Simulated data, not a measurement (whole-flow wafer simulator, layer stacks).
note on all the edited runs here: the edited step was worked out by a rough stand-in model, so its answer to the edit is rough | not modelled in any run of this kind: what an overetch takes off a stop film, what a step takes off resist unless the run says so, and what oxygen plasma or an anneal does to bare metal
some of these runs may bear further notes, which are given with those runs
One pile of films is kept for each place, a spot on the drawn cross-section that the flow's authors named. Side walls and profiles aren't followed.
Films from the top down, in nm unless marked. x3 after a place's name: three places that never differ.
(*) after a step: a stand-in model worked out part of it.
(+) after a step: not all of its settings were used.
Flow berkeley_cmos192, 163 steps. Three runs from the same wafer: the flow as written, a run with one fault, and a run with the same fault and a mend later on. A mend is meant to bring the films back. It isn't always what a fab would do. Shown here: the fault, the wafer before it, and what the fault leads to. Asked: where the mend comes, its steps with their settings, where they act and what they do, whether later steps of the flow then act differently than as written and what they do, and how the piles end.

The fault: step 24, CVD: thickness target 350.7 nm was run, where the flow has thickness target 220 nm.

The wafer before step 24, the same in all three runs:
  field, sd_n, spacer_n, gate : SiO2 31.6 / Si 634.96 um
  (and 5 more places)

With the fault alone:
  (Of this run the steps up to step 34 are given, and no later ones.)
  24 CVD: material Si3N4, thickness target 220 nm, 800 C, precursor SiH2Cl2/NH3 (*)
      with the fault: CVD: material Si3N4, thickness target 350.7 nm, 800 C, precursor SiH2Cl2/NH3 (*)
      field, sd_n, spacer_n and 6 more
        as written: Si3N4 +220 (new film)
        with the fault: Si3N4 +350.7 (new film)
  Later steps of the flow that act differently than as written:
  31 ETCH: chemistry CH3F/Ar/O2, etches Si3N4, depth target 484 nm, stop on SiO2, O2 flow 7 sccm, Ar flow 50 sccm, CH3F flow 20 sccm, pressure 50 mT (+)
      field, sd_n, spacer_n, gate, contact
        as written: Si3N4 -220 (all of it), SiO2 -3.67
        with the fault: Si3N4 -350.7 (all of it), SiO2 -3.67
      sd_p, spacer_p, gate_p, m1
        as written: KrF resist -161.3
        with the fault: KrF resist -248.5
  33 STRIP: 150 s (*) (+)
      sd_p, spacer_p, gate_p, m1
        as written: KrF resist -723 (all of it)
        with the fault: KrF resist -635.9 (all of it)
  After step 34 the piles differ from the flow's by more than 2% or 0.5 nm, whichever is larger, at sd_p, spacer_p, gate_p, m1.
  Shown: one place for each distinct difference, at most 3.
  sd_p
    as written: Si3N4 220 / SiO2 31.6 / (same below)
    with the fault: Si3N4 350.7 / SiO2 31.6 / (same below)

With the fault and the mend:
  The mend comes after step 24.
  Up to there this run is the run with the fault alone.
  24a ETCH: chemistry h3po4, depth target 403.3 nm
      field, sd_n, spacer_n and 6 more
        Si3N4 -350.7 (all of it)
  24b CLEAN: chemistry SPM (the flow's step 17 once more)
      changes no film at any place that is followed
  24c CVD: material Si3N4, thickness target 220 nm, 800 C, precursor SiH2Cl2/NH3 (*) (the flow's step 24 once more)
      field, sd_n, spacer_n and 6 more
        Si3N4 +220 (new film)
  No later step of the flow acts differently than as written at any place that is followed.
  At the end the piles are the same as the flow's at every place that both follow.
